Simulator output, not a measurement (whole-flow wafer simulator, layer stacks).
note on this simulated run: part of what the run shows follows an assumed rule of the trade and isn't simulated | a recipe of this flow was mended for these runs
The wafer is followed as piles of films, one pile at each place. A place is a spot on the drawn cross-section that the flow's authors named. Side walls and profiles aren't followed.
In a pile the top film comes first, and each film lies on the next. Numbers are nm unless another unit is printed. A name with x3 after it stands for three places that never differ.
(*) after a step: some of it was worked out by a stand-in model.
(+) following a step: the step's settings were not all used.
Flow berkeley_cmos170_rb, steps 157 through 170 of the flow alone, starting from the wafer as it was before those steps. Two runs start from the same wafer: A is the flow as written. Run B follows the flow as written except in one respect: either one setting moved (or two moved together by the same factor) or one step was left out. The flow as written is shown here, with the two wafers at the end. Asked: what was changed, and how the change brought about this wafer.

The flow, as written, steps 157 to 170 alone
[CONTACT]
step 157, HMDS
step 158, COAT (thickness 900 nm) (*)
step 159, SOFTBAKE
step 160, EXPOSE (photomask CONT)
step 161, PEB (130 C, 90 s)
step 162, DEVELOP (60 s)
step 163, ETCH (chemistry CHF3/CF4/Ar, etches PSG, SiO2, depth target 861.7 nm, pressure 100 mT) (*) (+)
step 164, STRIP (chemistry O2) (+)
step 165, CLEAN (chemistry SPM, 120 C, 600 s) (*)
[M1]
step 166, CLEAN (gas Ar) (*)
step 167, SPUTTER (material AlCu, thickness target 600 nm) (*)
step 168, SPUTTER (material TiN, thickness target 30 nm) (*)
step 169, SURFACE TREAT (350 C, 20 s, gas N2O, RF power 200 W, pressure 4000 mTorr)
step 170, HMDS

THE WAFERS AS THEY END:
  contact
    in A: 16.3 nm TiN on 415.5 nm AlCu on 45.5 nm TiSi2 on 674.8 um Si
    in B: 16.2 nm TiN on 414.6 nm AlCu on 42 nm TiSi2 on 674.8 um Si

The reason: step 163, ETCH: depth target 932.2 nm was run, while the flow as written has depth target 861.7 nm.

How this came from the change, step by step:
  step 163, ETCH (chemistry CHF3/CF4/Ar, etches PSG, SiO2, depth target 861.7 nm, pressure 100 mT) (*) (+)
      field, sd_n, spacer_n, gate, sd_p, spacer_p, gate_p, m1: A KrF-resist loses 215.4 | B KrF-resist loses 233.1
      contact: A PSG loses 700 (all of it), TiSi2 loses 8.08 | B PSG loses 700 (all of it), TiSi2 loses 11.6
  step 164, STRIP (chemistry O2) (+)
      field: A KrF-resist loses 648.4 (all of it) | B KrF-resist loses 630.7 (all of it)
      sd_n: A KrF-resist loses 772.5 (all of it) | B KrF-resist loses 754.9 (all of it)
      (and at 6 other places as well)
